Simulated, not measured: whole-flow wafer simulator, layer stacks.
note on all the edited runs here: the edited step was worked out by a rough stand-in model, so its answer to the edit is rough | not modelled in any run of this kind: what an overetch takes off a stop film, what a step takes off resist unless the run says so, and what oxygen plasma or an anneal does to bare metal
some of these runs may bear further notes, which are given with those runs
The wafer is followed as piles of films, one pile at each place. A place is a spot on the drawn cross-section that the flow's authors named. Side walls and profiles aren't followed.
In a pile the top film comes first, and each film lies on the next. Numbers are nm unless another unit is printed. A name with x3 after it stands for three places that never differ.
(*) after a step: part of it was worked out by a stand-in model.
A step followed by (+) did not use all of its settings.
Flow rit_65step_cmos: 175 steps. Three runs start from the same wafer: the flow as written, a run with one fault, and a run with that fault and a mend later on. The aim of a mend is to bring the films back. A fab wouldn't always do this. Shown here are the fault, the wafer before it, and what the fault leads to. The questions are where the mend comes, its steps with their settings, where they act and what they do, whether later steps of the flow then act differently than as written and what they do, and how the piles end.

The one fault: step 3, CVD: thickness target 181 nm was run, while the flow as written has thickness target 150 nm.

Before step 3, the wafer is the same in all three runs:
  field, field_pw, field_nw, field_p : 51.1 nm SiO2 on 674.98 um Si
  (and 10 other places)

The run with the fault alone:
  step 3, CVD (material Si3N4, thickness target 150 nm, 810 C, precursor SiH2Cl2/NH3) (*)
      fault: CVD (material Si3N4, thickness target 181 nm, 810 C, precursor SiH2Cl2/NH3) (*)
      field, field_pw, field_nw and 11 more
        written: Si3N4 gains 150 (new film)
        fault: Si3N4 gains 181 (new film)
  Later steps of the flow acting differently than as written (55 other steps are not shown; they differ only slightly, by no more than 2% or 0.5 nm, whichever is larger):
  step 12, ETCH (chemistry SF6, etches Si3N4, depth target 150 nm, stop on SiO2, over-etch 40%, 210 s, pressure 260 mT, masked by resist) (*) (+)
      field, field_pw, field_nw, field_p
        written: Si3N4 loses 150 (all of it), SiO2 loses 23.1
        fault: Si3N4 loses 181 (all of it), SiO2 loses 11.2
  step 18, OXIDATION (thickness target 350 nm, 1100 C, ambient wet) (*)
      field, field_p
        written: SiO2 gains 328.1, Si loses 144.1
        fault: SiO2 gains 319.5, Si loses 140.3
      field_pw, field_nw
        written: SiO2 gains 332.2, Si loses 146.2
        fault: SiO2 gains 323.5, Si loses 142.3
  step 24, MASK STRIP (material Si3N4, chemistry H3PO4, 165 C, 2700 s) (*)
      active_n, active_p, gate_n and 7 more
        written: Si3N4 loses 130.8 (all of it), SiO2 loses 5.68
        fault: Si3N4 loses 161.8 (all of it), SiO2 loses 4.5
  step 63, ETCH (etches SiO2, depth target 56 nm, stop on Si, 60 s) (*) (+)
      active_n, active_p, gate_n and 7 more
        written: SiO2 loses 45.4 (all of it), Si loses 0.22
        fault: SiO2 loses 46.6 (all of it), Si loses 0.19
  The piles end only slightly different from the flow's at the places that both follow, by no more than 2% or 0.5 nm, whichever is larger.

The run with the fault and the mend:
  The mend follows step 4.
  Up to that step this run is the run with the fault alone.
  step 4a, ETCH (chemistry h3po4, depth target 208.1 nm)
      field, field_pw, field_nw and 11 more
        Si3N4 loses 181 (all of it)
  step 4b, CLEAN (chemistry SC2, 75 C, 600 s)
      does not change any film at any place that is followed
  step 4c, CVD (material Si3N4, thickness target 150 nm, 810 C, precursor SiH2Cl2/NH3) (*) (a further turn of the flow's step 3)
      field, field_pw, field_nw and 11 more
        Si3N4 gains 150 (new film)
  Later steps of the flow that are run all act as written at every place that is followed.
  By the end, the piles equal the flow's at every place that both follow.
